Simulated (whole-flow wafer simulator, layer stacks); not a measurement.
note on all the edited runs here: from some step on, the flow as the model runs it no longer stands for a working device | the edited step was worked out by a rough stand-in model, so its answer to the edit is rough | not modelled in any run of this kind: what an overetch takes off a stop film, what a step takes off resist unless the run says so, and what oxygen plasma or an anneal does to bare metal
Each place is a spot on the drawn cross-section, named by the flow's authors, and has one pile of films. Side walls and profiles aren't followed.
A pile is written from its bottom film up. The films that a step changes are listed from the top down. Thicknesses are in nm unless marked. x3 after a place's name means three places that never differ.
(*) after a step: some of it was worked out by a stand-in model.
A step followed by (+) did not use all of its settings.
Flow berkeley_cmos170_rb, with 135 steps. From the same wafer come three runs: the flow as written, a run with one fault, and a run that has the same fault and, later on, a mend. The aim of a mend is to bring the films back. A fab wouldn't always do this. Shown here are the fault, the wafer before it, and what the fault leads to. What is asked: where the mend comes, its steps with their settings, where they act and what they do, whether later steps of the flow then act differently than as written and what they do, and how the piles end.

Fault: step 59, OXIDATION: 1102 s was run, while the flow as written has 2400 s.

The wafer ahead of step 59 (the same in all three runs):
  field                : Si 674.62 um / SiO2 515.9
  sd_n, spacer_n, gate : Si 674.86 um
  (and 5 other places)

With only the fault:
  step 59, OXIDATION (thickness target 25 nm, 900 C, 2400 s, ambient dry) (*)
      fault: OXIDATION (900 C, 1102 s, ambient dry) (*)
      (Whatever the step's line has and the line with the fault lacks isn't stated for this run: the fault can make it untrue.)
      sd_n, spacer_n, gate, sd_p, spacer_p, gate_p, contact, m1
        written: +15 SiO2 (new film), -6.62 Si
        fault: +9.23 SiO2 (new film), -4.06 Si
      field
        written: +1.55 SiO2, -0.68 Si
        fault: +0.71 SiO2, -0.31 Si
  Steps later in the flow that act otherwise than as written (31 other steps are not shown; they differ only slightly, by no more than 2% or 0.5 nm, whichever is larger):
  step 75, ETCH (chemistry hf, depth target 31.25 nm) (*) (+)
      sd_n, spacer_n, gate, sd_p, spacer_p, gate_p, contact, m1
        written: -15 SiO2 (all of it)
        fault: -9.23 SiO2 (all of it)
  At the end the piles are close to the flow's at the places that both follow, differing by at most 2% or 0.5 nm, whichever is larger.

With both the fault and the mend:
  The mend follows step 64.
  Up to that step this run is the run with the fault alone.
  step 64a, STRIP (*) (+)
      sd_p
        -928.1 KrF resist (all of it)
      spacer_p
        -911.2 KrF resist (all of it)
      gate_p
        -910.4 KrF resist (all of it)
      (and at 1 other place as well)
  step 64b, CLEAN (*) (the flow's step 51 again)
      does not change any film at any place that is followed
  step 64c, OXIDATION (900 C, 1264 s, ambient dry) (*) (the flow's step 59 again, with other settings)
      sd_n, spacer_n, gate, sd_p, spacer_p, gate_p, contact, m1
        +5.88 SiO2, -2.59 Si
      field
        +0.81 SiO2, -0.36 Si
  step 64d, COAT (KrF resist, thickness 900 nm) (*) (the flow's step 61 again)
      field
        +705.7 KrF resist (new film)
      sd_n
        +957.4 KrF resist (new film)
      spacer_n
        +924.9 KrF resist (new film)
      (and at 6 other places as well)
  step 64e, EXPOSE (photomask PWELL) (the flow's step 62 again)
      does not change any film at any place that is followed
  step 64f, PEB (130 C, 60 s) (*) (the flow's step 63 again)
      does not change any film at any place that is followed
  step 64g, DEVELOP (developer developer-D-0.26N, 45 s) (the flow's step 64 again)
      sd_p, spacer_p, gate_p, m1
        -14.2 KrF resist
      field
        -705.7 KrF resist (all of it)
      sd_n
        -957.4 KrF resist (all of it)
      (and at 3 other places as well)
  Every later step of the flow that is run acts as written, at every place that is followed, to within 2% or 0.5 nm, whichever is larger.
  At the end the piles are close to the flow's at the places that both follow, differing by at most 2% or 0.5 nm, whichever is larger.
